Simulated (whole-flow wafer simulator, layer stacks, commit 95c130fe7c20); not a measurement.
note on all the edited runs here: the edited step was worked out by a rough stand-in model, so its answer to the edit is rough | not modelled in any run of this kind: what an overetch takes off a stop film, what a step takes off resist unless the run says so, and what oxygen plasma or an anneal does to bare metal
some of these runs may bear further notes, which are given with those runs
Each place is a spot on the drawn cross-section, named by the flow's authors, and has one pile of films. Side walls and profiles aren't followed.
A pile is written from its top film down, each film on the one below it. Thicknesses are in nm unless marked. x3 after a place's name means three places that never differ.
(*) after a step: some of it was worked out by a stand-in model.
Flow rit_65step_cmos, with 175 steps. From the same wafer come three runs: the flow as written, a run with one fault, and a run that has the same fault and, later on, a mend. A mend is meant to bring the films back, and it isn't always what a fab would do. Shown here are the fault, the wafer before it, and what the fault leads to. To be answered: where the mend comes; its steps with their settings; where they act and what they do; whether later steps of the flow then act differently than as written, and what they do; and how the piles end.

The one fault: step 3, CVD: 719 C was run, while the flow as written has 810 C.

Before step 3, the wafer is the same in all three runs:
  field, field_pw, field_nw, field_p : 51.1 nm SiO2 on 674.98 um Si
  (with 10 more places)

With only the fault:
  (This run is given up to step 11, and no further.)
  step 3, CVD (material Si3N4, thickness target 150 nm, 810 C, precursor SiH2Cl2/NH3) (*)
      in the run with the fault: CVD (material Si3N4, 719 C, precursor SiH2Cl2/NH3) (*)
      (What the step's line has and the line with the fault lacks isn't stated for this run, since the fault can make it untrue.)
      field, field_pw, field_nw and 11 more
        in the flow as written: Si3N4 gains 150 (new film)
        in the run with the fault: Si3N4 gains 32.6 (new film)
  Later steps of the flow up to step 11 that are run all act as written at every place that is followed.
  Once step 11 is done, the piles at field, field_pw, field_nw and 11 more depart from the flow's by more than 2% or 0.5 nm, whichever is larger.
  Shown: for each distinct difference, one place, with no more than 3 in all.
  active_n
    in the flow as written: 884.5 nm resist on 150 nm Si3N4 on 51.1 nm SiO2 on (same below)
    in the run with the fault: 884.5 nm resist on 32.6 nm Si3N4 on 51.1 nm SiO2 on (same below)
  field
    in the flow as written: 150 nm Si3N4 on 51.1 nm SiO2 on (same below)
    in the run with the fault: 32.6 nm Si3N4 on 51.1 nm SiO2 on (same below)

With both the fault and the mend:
  The mend follows step 4.
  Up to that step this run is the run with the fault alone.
  step 4a, CVD (material Si3N4, thickness target 117 nm, 810 C, precursor SiH2Cl2/NH3) (*) (the flow's step 3, run once more with other settings)
      field, field_pw, field_nw and 11 more
        Si3N4 gains 117
  Later steps of the flow that are run all act as written at every place that is followed, up to a difference of at most 2% or 0.5 nm, whichever is larger.
  The piles end only slightly different from the flow's at the places that both follow, by no more than 2% or 0.5 nm, whichever is larger.
